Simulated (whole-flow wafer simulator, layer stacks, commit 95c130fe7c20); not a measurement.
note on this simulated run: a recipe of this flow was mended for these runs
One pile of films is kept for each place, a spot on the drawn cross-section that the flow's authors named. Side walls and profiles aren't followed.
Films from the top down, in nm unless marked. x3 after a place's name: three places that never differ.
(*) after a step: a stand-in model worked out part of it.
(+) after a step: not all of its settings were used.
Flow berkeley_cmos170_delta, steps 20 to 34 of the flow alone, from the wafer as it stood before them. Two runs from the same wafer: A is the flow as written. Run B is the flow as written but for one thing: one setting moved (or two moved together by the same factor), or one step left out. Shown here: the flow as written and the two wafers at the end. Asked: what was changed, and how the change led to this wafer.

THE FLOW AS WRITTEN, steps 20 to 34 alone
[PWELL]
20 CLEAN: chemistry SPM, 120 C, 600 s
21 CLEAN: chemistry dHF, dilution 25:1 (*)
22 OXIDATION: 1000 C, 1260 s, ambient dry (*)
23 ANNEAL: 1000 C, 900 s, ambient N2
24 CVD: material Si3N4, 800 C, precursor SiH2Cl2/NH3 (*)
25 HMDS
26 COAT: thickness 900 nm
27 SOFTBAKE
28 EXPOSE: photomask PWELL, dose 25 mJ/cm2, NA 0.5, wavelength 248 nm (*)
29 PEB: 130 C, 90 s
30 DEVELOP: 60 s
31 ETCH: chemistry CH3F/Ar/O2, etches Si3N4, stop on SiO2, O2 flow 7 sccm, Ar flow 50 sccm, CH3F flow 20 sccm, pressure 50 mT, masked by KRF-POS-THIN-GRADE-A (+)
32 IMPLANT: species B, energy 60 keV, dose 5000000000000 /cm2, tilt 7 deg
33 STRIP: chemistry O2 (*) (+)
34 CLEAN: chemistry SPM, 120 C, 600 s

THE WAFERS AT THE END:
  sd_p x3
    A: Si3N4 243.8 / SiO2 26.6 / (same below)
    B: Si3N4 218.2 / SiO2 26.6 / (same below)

The cause: step 24, CVD: 792 C was run, where the flow has 800 C.

How the change led to this, step by step:
  24 CVD: material Si3N4, 800 C, precursor SiH2Cl2/NH3 (*)
      field x6, sd_p x3: A Si3N4 +243.8 (new film) | B Si3N4 +218.2 (new film)
  31 ETCH: chemistry CH3F/Ar/O2, etches Si3N4, stop on SiO2, O2 flow 7 sccm, Ar flow 50 sccm, CH3F flow 20 sccm, pressure 50 mT, masked by KRF-POS-THIN-GRADE-A (+)
      field x6: A Si3N4 -243.8 (all of it), SiO2 -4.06 | B Si3N4 -218.2 (all of it), SiO2 -4.06
      sd_p x3: A KrF-resist -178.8 | B KrF-resist -161.7
  33 STRIP: chemistry O2 (*) (+)
      sd_p x3: A KrF-resist -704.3 (all of it) | B KrF-resist -721.3 (all of it)
